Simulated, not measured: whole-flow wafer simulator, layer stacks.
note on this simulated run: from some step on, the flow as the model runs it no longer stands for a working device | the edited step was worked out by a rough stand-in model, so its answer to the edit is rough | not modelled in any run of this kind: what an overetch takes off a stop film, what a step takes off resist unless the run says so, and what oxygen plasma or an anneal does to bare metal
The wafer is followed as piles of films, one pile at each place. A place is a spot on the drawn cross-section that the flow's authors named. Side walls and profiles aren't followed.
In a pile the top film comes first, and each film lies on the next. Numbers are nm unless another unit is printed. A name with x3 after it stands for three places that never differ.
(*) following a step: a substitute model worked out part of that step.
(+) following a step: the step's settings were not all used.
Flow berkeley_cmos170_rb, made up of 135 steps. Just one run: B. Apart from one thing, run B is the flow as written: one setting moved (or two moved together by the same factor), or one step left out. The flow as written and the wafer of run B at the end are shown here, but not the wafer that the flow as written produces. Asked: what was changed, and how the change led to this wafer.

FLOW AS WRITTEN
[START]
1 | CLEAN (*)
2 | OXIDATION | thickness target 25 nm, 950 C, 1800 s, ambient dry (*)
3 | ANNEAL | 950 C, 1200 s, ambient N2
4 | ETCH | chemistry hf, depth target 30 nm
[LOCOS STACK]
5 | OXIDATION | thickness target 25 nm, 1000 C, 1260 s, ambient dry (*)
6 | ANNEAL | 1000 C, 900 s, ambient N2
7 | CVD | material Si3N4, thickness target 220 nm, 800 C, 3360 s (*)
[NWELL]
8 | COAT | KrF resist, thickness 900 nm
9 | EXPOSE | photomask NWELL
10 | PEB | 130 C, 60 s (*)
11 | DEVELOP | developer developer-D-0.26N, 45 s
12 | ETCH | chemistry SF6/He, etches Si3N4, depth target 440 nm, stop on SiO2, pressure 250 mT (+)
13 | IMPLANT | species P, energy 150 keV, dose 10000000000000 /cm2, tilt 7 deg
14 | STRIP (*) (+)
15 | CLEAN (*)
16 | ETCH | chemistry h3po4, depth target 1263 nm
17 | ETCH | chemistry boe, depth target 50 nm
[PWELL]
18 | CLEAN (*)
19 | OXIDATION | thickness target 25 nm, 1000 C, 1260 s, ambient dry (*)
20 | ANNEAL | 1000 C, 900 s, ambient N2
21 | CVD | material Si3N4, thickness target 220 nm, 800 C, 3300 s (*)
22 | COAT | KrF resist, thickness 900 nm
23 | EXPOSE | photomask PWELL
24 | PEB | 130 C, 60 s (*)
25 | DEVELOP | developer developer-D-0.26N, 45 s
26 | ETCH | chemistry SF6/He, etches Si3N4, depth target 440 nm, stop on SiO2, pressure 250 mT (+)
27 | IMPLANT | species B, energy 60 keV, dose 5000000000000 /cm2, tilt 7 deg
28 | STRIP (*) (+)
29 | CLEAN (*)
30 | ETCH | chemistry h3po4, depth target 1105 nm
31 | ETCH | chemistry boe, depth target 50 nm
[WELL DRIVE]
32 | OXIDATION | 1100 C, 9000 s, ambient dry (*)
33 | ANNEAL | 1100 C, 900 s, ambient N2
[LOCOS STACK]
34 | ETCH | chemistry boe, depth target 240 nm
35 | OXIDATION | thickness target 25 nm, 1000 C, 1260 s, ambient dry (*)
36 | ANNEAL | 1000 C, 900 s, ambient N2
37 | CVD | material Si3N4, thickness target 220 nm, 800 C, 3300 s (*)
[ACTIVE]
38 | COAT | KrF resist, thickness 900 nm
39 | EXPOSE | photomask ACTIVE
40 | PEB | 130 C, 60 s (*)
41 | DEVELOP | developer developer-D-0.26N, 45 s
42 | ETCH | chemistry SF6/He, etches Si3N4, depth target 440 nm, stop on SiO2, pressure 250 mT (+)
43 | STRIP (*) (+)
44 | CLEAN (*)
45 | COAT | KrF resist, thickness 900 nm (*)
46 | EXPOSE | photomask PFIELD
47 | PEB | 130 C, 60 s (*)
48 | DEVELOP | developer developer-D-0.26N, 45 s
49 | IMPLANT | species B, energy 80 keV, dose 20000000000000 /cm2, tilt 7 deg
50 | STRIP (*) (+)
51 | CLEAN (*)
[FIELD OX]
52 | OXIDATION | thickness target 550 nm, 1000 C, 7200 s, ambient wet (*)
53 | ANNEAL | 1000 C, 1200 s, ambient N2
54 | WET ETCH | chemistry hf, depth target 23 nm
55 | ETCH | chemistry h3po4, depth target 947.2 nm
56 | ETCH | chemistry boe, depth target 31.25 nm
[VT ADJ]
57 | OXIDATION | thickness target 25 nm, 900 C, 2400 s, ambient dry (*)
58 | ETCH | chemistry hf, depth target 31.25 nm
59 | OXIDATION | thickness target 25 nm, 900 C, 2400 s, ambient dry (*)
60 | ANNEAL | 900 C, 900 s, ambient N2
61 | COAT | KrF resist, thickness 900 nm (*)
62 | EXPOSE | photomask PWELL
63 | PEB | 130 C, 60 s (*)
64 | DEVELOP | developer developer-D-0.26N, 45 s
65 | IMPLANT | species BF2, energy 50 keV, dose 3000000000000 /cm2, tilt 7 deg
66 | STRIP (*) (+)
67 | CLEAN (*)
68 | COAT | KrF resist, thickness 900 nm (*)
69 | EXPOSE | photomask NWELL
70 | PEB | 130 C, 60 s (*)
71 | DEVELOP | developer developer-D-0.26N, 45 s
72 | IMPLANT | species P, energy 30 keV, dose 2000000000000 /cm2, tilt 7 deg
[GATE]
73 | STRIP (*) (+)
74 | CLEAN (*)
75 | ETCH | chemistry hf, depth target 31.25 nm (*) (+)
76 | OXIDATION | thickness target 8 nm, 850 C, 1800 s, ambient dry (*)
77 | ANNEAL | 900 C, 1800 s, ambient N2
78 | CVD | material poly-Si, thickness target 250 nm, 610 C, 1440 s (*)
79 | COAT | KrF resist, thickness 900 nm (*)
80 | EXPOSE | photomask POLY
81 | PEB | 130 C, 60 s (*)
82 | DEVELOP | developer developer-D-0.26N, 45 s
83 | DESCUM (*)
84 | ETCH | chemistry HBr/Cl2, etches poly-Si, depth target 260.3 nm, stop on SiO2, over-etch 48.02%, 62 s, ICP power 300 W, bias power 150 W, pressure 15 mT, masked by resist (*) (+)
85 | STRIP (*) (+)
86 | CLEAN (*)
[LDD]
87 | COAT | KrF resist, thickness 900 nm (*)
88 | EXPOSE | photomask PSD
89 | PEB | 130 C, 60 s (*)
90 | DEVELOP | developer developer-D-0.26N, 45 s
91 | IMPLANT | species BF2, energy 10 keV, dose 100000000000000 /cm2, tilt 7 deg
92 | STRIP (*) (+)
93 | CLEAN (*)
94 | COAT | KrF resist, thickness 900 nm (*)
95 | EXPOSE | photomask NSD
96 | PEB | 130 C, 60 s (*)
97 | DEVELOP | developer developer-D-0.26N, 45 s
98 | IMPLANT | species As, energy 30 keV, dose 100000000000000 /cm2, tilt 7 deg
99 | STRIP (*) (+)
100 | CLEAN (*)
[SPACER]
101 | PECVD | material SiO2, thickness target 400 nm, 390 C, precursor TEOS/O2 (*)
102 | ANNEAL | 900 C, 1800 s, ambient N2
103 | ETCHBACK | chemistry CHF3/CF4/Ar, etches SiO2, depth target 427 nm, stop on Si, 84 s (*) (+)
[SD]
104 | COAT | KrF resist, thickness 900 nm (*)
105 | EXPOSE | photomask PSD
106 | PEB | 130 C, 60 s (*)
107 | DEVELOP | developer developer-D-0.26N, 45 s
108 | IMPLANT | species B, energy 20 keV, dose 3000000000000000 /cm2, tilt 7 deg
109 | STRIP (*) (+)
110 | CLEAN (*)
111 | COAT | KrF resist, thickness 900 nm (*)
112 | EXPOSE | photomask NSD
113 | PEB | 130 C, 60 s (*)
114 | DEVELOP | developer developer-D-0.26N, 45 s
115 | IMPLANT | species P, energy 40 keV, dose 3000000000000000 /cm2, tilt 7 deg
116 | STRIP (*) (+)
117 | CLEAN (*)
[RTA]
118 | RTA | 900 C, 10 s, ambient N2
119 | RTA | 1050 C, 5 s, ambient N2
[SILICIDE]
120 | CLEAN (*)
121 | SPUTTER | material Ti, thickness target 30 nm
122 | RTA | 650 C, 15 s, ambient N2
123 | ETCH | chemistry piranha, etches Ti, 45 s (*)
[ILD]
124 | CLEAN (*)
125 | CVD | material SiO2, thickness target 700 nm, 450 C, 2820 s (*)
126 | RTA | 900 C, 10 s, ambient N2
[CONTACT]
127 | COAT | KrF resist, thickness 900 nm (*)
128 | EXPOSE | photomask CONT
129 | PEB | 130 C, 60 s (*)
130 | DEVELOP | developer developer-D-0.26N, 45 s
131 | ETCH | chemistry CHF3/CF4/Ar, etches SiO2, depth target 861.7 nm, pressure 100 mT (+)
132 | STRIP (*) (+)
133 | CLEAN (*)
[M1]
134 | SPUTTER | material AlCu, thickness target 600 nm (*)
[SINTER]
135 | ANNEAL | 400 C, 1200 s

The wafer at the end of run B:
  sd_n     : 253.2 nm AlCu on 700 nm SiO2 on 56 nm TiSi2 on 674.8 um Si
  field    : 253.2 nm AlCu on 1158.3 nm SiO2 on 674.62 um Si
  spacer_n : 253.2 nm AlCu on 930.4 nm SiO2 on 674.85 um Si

What caused this: step 134, SPUTTER: thickness target 253.2 nm was run, while the flow as written has thickness target 600 nm.
The wafer itself shows it: sd_n has AlCu 253.2, and step 134 as written asks for 600 nm.

How this came from the change, step by step:
  134 | SPUTTER | material AlCu, thickness target 600 nm (*)
      field, sd_n, spacer_n, gate, spacer_p, gate_p, m1: AlCu gains 253.2 (new film) (as written it would have been: AlCu gains 600 (new film))
      sd_p: AlCu gains 225.3 (new film) (as written it would have been: AlCu gains 545.9 (new film))
      (and at 1 other place as well)
